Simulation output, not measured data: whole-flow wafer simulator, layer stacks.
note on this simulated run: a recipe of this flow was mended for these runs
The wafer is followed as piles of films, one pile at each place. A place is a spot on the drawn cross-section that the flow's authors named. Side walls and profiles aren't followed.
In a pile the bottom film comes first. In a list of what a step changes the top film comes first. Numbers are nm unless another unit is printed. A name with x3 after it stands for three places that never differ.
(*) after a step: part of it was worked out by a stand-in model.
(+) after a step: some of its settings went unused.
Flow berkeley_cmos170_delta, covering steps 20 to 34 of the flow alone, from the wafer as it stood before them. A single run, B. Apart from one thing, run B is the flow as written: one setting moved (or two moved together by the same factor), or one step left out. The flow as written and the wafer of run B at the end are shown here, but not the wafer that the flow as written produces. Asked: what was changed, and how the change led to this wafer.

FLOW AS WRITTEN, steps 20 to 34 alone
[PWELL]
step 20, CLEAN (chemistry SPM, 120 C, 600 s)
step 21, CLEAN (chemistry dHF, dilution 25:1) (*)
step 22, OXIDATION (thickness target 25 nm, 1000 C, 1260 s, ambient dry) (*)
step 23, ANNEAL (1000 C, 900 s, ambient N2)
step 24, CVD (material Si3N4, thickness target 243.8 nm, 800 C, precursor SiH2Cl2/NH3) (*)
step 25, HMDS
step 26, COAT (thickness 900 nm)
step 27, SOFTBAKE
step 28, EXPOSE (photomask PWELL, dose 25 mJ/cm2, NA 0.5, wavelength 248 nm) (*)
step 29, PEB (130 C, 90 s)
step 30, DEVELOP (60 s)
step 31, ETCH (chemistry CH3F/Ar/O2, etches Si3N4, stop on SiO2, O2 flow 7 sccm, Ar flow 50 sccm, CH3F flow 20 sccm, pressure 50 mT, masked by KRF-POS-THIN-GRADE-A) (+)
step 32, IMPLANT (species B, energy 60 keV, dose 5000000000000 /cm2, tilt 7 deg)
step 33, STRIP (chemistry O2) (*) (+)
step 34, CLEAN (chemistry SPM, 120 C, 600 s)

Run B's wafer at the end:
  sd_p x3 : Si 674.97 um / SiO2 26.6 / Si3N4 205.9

The reason: step 24, CVD: thickness target 205.9 nm was run, whereas the flow has thickness target 243.8 nm.
The wafer itself shows it: sd_p x3 has Si3N4 205.9, and step 24 as written asks for 243.8 nm.

Step by step, how the change led to this:
  step 24, CVD (material Si3N4, thickness target 243.8 nm, 800 C, precursor SiH2Cl2/NH3) (*)
      field x6, sd_p x3: +205.9 Si3N4 (new film) (in the flow as written it would be: +243.8 Si3N4 (new film))
  step 31, ETCH (chemistry CH3F/Ar/O2, etches Si3N4, stop on SiO2, O2 flow 7 sccm, Ar flow 50 sccm, CH3F flow 20 sccm, pressure 50 mT, masked by KRF-POS-THIN-GRADE-A) (+)
      field x6: -205.9 Si3N4 (all of it), -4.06 SiO2 (in the flow as written it would be: -243.8 Si3N4 (all of it), -4.06 SiO2)
      sd_p x3: -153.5 KrF-resist (in the flow as written it would be: -178.8 KrF-resist)
  step 33, STRIP (chemistry O2) (*) (+)
      sd_p x3: -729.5 KrF-resist (all of it) (in the flow as written it would be: -704.3 KrF-resist (all of it))
